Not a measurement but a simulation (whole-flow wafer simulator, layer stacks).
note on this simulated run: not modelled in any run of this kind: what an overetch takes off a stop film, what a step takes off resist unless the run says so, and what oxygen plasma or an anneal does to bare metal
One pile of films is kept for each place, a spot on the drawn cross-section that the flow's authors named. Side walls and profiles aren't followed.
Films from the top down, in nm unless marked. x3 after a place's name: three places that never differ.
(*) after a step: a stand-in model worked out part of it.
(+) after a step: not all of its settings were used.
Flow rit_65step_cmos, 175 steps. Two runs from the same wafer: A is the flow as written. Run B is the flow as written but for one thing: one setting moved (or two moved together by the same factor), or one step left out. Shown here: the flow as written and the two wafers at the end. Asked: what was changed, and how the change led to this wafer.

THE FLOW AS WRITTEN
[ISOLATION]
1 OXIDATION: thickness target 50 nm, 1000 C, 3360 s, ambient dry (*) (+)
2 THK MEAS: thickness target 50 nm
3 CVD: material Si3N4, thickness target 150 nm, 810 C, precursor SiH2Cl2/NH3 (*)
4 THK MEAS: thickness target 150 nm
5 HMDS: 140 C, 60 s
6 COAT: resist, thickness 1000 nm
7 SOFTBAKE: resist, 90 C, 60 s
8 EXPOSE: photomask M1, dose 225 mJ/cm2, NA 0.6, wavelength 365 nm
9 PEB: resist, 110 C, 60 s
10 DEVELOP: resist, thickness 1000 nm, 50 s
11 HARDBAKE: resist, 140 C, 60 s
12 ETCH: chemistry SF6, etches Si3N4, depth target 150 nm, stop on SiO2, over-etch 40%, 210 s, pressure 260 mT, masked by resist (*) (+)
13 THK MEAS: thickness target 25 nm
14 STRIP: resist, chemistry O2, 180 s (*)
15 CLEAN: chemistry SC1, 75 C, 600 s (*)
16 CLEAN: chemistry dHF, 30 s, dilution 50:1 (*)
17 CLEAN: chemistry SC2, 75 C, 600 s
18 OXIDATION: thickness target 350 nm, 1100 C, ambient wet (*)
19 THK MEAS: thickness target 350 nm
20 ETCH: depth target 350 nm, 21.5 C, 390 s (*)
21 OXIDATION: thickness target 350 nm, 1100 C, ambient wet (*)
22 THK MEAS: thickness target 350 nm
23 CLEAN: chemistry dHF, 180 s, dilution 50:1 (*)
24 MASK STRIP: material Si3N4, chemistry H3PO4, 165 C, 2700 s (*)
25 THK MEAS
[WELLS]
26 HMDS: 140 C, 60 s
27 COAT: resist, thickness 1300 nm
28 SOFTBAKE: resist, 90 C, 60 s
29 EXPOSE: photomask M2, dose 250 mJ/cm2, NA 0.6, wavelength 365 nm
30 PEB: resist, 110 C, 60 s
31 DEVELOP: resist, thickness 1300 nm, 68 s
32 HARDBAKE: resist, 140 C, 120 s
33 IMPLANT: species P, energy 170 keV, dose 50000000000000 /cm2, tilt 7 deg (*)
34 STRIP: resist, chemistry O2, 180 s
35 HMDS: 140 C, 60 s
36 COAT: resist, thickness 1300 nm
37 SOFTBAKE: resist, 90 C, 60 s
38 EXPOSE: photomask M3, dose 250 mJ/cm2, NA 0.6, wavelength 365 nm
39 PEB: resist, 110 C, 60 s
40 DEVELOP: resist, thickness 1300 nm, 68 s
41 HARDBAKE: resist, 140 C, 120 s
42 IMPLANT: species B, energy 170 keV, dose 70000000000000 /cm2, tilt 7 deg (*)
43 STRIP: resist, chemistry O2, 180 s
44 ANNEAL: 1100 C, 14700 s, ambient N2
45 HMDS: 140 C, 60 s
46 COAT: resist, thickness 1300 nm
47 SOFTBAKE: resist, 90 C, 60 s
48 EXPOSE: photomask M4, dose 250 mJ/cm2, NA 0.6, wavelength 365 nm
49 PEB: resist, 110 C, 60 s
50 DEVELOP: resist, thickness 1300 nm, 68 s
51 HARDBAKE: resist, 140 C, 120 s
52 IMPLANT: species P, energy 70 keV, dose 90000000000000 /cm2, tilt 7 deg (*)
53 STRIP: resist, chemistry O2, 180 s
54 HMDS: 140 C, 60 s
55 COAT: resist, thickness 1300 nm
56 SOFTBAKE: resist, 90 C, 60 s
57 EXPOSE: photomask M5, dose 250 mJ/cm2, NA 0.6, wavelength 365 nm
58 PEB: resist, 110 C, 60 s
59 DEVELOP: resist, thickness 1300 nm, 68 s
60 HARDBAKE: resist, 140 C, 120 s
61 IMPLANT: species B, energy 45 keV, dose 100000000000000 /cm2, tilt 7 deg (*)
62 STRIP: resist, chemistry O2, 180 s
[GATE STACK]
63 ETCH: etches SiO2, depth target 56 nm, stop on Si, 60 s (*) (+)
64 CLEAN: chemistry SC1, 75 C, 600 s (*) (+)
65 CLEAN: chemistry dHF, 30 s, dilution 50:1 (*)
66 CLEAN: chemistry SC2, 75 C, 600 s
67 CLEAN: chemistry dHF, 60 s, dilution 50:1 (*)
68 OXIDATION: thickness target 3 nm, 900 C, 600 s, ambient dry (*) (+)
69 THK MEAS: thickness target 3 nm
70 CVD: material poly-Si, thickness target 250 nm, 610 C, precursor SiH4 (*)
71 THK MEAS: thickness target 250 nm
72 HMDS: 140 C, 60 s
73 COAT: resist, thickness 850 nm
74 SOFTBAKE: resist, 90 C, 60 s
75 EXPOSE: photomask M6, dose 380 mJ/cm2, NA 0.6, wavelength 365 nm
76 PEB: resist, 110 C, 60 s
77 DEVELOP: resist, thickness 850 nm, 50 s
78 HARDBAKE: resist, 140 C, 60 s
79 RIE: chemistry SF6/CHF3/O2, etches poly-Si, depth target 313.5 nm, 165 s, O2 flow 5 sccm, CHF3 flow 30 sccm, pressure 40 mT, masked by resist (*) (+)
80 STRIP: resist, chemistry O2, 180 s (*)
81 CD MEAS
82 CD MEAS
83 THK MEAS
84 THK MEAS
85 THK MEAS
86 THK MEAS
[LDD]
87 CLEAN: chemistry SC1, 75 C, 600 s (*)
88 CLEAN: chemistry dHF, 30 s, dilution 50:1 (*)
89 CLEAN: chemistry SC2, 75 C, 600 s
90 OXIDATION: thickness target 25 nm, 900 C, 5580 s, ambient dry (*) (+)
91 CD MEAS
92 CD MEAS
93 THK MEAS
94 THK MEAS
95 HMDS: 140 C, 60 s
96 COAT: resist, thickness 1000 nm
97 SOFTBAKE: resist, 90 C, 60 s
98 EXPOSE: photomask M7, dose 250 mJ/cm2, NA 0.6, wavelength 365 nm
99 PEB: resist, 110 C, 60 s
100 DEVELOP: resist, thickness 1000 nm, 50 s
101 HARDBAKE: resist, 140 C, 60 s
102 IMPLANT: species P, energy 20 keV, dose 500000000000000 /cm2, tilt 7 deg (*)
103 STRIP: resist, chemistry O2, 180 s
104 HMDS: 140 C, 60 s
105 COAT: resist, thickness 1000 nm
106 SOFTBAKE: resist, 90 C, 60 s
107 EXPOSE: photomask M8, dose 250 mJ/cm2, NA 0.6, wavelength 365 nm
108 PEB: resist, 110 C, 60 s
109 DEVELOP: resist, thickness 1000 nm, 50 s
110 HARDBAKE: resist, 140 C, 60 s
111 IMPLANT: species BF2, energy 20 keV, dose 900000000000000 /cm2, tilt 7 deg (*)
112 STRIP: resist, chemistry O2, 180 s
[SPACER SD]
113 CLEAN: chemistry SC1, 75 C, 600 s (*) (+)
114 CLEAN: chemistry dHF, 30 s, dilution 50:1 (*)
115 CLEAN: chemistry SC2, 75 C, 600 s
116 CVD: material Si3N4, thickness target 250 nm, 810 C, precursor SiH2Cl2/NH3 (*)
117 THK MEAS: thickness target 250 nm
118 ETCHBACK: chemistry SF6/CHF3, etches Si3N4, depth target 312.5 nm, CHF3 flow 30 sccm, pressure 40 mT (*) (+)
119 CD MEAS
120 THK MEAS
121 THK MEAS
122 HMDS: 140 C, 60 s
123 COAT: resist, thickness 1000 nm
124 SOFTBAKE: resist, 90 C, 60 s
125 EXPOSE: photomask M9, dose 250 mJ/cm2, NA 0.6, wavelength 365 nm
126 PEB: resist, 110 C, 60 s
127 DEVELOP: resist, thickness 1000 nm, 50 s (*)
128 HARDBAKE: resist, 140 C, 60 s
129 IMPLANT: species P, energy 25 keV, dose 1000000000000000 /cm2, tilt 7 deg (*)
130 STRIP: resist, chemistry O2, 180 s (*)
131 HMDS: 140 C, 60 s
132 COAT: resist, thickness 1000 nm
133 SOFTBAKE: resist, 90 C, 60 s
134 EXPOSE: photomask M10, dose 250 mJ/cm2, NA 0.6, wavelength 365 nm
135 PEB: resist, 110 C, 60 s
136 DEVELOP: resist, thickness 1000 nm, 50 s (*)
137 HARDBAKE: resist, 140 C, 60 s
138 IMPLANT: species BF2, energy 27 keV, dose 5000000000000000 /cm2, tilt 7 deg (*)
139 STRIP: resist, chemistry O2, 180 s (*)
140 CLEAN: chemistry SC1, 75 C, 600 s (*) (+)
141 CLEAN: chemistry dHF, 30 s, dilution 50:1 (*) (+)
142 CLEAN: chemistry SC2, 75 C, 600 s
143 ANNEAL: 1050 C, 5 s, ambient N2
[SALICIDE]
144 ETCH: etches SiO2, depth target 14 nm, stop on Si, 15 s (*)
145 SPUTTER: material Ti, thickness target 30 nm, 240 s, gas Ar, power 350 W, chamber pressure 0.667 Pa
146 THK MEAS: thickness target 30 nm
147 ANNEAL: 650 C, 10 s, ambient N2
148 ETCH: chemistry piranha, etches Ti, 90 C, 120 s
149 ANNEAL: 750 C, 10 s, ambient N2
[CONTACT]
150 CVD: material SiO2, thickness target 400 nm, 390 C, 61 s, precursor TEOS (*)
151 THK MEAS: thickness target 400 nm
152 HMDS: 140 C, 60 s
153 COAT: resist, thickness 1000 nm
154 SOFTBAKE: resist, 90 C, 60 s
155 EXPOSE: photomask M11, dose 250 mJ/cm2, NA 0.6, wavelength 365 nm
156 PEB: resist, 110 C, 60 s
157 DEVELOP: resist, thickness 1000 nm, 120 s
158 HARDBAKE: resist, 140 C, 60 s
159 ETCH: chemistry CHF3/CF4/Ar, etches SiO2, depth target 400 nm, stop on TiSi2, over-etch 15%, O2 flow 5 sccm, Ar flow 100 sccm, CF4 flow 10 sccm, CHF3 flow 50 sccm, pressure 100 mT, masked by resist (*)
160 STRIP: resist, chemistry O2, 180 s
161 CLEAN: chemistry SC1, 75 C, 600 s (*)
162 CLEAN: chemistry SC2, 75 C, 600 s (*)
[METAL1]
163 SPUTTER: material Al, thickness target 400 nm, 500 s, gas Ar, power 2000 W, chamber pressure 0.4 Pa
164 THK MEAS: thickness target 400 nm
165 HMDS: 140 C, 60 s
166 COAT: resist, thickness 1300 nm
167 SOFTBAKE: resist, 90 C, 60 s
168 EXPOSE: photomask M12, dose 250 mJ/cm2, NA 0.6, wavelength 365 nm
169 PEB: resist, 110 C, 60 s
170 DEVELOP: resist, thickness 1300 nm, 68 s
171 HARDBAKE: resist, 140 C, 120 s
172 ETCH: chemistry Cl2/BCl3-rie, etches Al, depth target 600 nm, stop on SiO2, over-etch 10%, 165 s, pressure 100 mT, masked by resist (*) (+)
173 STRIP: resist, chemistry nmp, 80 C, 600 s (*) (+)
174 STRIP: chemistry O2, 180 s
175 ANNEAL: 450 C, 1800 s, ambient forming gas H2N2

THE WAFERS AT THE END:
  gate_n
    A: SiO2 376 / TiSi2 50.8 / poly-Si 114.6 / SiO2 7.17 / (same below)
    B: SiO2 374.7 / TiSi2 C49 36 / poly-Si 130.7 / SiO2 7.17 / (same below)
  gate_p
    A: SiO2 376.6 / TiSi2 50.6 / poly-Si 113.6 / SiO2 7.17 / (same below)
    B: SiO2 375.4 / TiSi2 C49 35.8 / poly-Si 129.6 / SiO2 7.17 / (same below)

The cause: step 145, SPUTTER: thickness target 20 nm was run, where the flow has thickness target 30 nm.

How the change led to this, step by step:
  145 SPUTTER: material Ti, thickness target 30 nm, 240 s, gas Ar, power 350 W, chamber pressure 0.667 Pa
      field, field_pw, field_nw, field_p, spacer, spacer_p: A Ti +30 (new film) | B Ti +20 (new film)
      gate_n: A Ti +27.3 (new film) | B Ti +18.2 (new film)
      (and at 1 more place)
  147 ANNEAL: 650 C, 10 s, ambient N2
      gate_n: A Ti -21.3, TiSi first +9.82 (new film), TiSi2 C49 +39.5 (new film), poly-Si -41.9 | B Ti -14.2, TiSi2 C49 +36.1 (new film), poly-Si -32.3
      gate_p: A Ti -21.2, TiSi first +9.56 (new film), TiSi2 C49 +39.6 (new film), poly-Si -41.9 | B Ti -14.1, TiSi2 C49 +36 (new film), poly-Si -32.2
  148 ETCH: chemistry piranha, etches Ti, 90 C, 120 s
      gate_n: A Ti -6 (all of it), TiSi first -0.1 | B Ti -4 (all of it), TiSi2 C49 -0.11
      gate_p: A Ti -5.97 (all of it), TiSi first -0.1 | B Ti -3.99 (all of it), TiSi2 C49 -0.11
      (and at 6 more places)
  149 ANNEAL: 750 C, 10 s, ambient N2
      gate_n: A TiSi2 +50.8 (new film), TiSi first -9.72 (all of it), TiSi2 C49 -39.5 (all of it), poly-Si -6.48 | B nothing
      gate_p: A TiSi2 +50.6 (new film), TiSi first -9.46 (all of it), TiSi2 C49 -39.6 (all of it), poly-Si -6.31 | B nothing
